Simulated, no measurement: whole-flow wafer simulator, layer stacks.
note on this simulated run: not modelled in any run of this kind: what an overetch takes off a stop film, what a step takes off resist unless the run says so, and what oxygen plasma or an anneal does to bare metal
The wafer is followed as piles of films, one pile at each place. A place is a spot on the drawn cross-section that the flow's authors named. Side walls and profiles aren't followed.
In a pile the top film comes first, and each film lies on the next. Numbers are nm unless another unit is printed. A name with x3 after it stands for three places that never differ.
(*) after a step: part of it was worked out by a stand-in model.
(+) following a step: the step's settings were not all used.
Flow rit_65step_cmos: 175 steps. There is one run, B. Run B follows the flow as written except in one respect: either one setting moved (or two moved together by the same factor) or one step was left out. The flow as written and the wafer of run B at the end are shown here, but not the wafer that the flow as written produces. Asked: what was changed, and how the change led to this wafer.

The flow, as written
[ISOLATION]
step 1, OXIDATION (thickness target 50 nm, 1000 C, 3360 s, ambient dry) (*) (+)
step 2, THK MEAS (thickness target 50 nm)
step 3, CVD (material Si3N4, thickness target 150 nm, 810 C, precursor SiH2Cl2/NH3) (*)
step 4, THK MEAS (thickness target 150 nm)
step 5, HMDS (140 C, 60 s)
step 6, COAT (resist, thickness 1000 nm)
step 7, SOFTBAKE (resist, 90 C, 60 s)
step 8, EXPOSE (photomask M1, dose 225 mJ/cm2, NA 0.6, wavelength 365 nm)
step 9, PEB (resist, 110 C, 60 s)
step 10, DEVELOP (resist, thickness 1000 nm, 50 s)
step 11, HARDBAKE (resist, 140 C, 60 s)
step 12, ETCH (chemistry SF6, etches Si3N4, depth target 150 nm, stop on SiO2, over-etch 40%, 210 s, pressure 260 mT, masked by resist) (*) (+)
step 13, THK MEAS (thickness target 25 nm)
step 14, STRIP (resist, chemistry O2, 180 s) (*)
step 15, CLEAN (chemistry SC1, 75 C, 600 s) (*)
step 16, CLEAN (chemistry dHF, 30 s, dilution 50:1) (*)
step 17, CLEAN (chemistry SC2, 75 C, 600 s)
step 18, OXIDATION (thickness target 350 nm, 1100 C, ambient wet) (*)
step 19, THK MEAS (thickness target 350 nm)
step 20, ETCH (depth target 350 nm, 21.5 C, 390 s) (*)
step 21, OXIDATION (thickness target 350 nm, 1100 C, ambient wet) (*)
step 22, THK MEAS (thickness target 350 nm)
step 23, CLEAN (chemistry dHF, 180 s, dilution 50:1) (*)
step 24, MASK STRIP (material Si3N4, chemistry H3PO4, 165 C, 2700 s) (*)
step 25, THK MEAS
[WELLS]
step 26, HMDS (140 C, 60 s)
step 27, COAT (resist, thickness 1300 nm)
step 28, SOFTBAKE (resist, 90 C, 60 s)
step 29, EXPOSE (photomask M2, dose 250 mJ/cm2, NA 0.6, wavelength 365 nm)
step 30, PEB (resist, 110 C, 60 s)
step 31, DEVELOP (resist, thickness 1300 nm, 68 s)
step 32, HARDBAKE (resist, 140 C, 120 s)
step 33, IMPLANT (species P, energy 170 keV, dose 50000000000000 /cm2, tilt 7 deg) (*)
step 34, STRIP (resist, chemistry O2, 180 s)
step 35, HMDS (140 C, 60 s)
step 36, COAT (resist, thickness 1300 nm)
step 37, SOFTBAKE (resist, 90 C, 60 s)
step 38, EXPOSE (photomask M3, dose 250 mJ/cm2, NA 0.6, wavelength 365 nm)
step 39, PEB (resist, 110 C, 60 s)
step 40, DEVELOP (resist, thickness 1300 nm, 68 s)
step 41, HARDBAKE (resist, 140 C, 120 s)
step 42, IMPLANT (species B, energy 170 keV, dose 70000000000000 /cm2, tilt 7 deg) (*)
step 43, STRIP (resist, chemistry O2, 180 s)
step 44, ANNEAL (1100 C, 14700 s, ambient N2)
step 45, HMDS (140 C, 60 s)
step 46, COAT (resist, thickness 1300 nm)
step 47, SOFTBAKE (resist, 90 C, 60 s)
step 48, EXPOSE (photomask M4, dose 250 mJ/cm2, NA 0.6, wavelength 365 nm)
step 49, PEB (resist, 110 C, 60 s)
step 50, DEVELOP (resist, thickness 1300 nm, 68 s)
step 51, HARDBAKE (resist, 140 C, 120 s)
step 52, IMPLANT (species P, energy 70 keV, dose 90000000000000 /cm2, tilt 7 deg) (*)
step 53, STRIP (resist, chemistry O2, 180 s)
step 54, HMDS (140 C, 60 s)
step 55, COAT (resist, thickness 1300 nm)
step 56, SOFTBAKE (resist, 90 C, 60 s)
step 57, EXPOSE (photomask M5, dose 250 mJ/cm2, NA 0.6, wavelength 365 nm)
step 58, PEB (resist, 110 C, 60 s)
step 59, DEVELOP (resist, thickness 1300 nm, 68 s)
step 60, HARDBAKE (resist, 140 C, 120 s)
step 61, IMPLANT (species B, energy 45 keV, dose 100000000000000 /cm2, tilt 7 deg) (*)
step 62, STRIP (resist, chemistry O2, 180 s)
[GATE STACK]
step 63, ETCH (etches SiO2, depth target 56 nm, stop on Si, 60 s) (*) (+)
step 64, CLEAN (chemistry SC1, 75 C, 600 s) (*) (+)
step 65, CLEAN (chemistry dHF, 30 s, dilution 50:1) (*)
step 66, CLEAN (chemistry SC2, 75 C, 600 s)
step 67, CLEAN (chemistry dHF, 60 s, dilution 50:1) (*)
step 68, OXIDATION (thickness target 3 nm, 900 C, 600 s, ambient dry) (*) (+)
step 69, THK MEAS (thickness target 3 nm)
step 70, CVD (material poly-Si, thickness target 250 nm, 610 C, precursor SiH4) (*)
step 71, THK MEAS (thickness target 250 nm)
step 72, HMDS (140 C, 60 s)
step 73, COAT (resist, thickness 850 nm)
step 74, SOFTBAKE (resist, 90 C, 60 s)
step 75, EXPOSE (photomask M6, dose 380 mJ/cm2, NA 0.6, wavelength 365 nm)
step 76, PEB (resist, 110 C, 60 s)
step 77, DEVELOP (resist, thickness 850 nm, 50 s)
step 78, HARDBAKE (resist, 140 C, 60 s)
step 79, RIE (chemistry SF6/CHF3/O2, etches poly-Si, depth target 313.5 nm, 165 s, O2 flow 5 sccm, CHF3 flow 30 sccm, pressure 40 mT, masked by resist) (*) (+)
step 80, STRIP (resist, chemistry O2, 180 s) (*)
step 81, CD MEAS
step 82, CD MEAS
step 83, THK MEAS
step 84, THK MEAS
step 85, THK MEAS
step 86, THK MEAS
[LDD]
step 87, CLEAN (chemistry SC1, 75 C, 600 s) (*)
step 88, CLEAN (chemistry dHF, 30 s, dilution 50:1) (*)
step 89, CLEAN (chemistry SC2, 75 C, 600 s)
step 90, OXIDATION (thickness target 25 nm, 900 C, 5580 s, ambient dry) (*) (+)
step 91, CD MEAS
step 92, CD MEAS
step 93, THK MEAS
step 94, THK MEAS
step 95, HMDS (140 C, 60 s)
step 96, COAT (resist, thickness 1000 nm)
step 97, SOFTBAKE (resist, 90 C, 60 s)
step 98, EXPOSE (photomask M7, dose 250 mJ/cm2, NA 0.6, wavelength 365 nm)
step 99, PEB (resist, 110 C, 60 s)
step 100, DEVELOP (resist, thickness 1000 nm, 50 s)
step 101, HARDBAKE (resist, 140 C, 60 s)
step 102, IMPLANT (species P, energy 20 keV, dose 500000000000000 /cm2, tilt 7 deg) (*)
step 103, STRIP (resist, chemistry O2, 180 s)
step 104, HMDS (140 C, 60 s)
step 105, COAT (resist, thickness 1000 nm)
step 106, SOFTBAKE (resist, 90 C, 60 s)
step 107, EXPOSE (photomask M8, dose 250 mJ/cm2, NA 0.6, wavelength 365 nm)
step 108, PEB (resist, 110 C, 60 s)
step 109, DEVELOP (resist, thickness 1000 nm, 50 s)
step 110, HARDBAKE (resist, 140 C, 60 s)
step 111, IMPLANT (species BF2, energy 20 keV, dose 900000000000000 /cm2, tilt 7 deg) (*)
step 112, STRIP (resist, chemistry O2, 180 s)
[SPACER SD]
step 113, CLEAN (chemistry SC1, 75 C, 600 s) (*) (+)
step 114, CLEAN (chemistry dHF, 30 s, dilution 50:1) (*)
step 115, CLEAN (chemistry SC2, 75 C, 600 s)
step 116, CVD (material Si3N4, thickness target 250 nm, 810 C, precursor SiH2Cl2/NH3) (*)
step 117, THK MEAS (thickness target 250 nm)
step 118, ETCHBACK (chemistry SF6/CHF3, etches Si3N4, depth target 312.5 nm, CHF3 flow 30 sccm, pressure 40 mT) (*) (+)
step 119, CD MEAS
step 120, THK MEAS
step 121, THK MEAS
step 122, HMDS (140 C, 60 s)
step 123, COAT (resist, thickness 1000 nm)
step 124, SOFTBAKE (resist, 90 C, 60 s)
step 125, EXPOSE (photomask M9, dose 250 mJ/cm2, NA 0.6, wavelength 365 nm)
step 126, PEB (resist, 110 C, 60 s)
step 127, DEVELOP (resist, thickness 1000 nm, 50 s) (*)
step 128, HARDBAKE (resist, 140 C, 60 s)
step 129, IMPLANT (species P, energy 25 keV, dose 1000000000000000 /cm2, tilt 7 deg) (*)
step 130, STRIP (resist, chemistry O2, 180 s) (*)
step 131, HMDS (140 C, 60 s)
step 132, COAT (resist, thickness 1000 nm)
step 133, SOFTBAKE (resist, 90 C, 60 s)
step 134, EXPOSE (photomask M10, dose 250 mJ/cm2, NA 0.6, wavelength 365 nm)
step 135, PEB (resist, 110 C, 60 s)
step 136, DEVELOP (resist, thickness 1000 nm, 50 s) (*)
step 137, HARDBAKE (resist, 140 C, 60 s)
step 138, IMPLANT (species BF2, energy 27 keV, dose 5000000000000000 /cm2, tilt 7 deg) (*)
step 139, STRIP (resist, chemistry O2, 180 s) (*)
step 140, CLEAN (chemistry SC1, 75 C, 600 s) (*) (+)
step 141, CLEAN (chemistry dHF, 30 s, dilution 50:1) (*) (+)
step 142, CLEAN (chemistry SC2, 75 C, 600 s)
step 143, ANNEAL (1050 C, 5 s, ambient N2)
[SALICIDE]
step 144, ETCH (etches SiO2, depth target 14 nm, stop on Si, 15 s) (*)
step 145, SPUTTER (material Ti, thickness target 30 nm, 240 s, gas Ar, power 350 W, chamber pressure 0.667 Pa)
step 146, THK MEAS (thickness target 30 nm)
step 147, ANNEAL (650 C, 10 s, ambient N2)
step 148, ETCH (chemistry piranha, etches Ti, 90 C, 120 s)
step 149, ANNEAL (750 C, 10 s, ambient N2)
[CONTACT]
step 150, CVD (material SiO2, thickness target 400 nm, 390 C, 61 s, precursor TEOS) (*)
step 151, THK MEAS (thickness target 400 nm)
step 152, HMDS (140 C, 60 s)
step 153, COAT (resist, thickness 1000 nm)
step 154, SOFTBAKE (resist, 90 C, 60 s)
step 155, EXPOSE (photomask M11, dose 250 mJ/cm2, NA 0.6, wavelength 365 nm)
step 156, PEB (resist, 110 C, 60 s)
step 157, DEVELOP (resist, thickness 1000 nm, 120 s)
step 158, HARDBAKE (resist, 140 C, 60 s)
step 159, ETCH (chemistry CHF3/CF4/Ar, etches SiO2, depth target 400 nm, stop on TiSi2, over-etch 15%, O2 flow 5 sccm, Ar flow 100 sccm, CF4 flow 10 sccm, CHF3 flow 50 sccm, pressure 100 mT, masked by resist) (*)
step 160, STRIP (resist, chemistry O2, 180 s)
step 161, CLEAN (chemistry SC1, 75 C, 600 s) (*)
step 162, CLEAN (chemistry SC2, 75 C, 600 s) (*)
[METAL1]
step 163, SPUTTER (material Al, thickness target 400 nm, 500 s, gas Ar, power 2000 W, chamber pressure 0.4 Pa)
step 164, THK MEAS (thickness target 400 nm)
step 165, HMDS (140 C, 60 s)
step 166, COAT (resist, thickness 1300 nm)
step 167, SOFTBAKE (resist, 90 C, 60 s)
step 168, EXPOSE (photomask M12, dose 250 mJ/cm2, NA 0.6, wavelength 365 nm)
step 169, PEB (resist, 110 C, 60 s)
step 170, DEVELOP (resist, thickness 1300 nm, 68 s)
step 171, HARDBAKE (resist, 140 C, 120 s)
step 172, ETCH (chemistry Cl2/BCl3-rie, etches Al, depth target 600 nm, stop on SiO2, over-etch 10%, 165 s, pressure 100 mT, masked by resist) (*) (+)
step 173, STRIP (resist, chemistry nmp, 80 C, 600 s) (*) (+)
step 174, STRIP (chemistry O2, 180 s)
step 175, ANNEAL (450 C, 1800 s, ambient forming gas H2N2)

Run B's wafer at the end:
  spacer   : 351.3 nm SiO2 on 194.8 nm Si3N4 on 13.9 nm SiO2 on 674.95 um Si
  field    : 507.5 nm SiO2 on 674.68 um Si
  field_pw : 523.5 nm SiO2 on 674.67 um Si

What caused this: step 163, SPUTTER: thickness target 303 nm was run, though the flow has thickness target 400 nm; step 163, SPUTTER: 379 s was run, where the flow has 500 s.

The path from the change to this, step by step:
  step 163, SPUTTER (material Al, thickness target 400 nm, 500 s, gas Ar, power 2000 W, chamber pressure 0.4 Pa)
      field, field_p, spacer, spacer_p: +303 Al (new film) (it would be, as written: +400 Al (new film))
      gate_n, gate_p: +303 Al (new film) (it would be, as written: +396 Al (new film))
      (and at 2 other places as well)
  step 172, ETCH (chemistry Cl2/BCl3-rie, etches Al, depth target 600 nm, stop on SiO2, over-etch 10%, 165 s, pressure 100 mT, masked by resist) (*) (+)
      field, field_p, spacer, spacer_p: -303 Al (all of it), -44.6 SiO2 (it would be, as written: -400 Al (all of it), -32.5 SiO2)
      gate_n, gate_p: -303 Al (all of it), -44.6 SiO2 (it would be, as written: -396 Al (all of it), -33 SiO2)
      (and at 2 other places as well)
